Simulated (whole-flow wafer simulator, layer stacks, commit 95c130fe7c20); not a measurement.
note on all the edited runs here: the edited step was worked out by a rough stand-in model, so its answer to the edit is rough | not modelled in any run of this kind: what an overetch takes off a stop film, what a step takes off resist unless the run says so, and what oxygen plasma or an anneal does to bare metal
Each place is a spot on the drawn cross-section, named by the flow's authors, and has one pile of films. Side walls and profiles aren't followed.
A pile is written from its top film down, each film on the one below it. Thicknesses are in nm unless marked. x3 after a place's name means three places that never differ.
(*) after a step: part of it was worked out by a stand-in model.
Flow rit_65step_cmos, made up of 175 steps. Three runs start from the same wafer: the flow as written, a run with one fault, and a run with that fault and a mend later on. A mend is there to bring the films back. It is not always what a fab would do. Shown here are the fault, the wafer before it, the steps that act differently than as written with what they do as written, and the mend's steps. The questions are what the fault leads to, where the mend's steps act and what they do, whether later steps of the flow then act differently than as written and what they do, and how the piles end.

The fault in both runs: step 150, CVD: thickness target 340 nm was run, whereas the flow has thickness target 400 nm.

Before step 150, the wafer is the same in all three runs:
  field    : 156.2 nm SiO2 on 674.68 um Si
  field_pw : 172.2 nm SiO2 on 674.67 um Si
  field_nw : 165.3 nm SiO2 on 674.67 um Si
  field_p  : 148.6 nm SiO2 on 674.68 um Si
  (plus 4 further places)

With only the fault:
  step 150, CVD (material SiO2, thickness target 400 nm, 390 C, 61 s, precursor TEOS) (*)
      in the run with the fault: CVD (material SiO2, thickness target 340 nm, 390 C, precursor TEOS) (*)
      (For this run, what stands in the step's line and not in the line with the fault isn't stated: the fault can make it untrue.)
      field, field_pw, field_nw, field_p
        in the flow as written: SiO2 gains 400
        in the run with the fault: SiO2 gains 340
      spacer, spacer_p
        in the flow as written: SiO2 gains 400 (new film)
        in the run with the fault: SiO2 gains 340 (new film)
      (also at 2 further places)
  Later steps of the flow acting differently than as written (9 other steps are not shown; they differ only slightly, by no more than 2% or 0.5 nm, whichever is larger):
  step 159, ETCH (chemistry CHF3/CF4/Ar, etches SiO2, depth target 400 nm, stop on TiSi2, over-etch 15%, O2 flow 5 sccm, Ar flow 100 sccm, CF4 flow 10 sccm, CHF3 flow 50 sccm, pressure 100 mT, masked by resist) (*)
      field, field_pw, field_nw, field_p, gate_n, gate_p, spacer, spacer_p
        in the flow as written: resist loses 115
        in the run with the fault: resist loses 97.8
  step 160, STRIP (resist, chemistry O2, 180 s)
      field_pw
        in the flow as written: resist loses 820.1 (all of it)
        in the run with the fault: resist loses 837 (all of it)
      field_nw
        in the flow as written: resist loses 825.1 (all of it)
        in the run with the fault: resist loses 842 (all of it)
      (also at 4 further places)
  By the end, the piles at field, field_pw, field_nw, field_p, gate_n, gate_p, spacer, spacer_p depart from the flow's by more than 2% or 0.5 nm, whichever is larger.
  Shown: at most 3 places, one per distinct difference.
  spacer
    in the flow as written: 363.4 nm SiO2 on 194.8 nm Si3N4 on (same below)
    in the run with the fault: 303.4 nm SiO2 on 194.8 nm Si3N4 on (same below)
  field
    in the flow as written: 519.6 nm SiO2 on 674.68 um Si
    in the run with the fault: 459.6 nm SiO2 on 674.68 um Si
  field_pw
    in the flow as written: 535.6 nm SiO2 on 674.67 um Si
    in the run with the fault: 475.6 nm SiO2 on 674.67 um Si

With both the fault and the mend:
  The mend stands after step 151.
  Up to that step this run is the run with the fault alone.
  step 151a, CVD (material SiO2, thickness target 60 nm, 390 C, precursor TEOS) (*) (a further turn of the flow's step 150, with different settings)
      field, field_pw, field_nw, field_p, spacer, spacer_p
        SiO2 gains 60
      gate_n, gate_p
        SiO2 gains 59
  None of the later steps of the flow differs from how it acts as written, at any place that is followed, by more than 2% or 0.5 nm, whichever is larger.
  When the end is reached, the piles differ only a little from the flow's at the places that both follow, at most by 2% or 0.5 nm, whichever is larger.
